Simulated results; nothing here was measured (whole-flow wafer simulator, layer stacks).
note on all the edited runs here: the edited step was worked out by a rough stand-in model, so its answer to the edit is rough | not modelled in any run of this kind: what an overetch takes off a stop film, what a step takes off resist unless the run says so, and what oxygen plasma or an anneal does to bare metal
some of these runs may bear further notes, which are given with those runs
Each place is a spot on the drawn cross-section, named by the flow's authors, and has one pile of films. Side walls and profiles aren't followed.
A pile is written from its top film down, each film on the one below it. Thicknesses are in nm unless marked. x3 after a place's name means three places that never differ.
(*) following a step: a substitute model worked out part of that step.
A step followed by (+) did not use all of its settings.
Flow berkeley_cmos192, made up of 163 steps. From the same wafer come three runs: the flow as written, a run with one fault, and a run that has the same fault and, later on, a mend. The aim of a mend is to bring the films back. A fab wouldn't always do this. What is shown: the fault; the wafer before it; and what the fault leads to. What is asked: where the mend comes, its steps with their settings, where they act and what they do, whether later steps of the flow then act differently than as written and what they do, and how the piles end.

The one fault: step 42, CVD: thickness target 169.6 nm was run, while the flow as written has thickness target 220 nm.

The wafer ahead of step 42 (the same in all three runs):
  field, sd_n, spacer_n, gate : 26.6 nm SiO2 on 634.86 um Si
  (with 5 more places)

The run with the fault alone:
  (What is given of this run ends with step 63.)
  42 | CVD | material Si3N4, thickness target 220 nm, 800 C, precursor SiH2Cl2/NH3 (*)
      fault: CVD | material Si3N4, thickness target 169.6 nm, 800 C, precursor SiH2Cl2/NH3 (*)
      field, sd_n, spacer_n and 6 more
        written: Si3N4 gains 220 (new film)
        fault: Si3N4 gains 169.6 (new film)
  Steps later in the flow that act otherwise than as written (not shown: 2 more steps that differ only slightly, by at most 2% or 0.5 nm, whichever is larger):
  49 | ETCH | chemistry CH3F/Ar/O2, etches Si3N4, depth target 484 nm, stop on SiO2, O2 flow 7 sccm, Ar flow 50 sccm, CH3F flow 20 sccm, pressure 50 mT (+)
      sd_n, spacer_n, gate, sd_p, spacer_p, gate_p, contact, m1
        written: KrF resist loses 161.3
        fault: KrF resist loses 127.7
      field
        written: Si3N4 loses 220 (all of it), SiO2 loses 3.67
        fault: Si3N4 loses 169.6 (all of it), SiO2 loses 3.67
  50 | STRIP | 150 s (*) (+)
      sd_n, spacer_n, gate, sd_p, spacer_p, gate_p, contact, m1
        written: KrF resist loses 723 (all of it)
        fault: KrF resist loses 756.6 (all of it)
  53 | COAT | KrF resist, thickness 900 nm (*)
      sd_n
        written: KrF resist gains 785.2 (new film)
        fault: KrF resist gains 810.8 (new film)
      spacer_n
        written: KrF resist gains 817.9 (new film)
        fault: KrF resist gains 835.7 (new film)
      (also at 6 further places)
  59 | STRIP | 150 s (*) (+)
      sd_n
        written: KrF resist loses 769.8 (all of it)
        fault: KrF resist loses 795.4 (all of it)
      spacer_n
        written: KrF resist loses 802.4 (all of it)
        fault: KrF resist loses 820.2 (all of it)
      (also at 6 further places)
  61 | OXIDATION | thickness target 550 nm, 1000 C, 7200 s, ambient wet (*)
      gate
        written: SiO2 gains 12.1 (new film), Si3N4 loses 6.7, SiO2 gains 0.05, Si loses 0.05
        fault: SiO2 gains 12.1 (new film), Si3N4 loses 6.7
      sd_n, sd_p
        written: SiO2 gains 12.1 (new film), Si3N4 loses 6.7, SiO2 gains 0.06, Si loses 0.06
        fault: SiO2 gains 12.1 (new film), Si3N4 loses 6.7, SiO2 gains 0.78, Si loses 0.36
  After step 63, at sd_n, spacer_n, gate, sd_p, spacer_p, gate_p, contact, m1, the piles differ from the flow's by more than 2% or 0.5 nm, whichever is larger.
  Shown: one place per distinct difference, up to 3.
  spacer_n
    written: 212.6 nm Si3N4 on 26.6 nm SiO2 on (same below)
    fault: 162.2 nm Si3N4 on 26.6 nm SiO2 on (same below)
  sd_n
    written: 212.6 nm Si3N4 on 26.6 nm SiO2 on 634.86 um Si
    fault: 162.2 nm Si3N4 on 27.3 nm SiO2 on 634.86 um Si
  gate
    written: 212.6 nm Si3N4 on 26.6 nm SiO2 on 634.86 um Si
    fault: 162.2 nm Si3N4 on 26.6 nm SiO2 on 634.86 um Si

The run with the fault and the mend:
  After step 42 comes the mend.
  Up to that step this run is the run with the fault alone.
  42a | ETCH | chemistry h3po4, depth target 195 nm
      field, sd_n, spacer_n and 6 more
        Si3N4 loses 169.6 (all of it)
  42b | CLEAN | chemistry SPM (a further turn of the flow's step 34)
      does not change any film at any place that is followed
  42c | CVD | material Si3N4, thickness target 220 nm, 800 C, precursor SiH2Cl2/NH3 (*) (a further turn of the flow's step 42)
      field, sd_n, spacer_n and 6 more
        Si3N4 gains 220 (new film)
  None of the later steps of the flow acts differently than as written at any place that is followed.
  By the end, the piles equal the flow's at every place that both follow.
